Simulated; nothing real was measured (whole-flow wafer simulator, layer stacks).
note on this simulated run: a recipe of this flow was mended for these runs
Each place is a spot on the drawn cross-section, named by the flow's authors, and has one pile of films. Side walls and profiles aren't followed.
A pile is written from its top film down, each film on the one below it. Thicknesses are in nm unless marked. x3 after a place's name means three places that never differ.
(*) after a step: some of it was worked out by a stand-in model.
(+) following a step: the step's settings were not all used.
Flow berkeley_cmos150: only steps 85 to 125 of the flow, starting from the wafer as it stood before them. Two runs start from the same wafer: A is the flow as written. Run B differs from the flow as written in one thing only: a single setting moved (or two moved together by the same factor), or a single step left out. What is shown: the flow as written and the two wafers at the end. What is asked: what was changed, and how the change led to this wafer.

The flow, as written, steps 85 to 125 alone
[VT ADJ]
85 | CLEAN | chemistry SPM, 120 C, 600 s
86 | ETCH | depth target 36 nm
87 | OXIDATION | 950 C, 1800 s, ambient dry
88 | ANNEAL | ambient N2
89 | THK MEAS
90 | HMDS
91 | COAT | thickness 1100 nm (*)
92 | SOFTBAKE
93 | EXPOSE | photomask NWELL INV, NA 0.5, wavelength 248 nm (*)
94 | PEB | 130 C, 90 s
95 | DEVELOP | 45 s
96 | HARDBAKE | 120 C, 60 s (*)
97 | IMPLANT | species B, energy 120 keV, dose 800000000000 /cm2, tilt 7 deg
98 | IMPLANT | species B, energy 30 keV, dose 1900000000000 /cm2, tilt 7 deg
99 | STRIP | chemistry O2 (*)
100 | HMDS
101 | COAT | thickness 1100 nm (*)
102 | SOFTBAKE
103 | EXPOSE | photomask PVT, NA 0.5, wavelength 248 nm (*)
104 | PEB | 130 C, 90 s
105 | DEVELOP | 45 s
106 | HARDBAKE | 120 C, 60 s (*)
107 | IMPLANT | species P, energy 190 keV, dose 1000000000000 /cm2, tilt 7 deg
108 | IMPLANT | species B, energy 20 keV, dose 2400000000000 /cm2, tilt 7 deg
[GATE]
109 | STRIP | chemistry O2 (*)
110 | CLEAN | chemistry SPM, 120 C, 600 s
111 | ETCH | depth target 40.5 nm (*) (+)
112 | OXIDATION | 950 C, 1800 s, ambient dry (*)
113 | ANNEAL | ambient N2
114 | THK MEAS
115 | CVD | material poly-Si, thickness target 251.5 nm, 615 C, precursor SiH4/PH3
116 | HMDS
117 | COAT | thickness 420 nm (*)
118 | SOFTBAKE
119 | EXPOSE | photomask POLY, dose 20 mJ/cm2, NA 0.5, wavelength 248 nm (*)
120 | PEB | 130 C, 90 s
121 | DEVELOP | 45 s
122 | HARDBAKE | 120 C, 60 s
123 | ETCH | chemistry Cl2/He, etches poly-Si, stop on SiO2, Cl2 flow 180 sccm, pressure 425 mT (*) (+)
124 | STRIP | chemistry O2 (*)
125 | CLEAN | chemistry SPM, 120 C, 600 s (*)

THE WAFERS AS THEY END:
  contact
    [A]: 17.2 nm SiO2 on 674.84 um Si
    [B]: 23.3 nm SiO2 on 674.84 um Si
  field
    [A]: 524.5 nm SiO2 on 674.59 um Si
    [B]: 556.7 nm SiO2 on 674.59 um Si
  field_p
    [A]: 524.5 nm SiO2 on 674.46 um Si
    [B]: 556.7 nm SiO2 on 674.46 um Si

What caused this: step 111, ETCH: depth target 8.1 nm was run, while the flow as written has depth target 40.5 nm.

Step by step, how the change led to this:
  111 | ETCH | depth target 40.5 nm (*) (+)
      gate_n, sd_p, gate_p, contact, m1: A -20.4 SiO2 (all of it) | B -8.1 SiO2
      sd_n: A -40.4 SiO2 (all of it) | B -8.1 SiO2
      (also at 2 further places)
  112 | OXIDATION | 950 C, 1800 s, ambient dry (*)
      gate_n, sd_p, gate_p, contact, m1: A +20.4 SiO2 (new film), -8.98 Si | B +14.1 SiO2, -6.23 Si
      sd_n: A +20.4 SiO2 (new film), -8.98 Si | B +10.7 SiO2, -4.71 Si
  117 | COAT | thickness 420 nm (*)
      gate_n: A +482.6 KrF-resist (new film) | B +493.9 KrF-resist (new film)
  122 | HARDBAKE | 120 C, 60 s
      gate_n: A -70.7 KrF-resist | B -72.4 KrF-resist
  124 | STRIP | chemistry O2 (*)
      gate_n: A +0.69 chemical SiO2 (new film), -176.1 KrF-resist (all of it), -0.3 poly-Si | B +0.69 chemical SiO2 (new film), -185.7 KrF-resist (all of it), -0.3 poly-Si
      gate_p: A +0.69 chemical SiO2 (new film), -213.2 KrF-resist (all of it), -0.3 poly-Si | B +0.69 chemical SiO2 (new film), -218.2 KrF-resist (all of it), -0.3 poly-Si
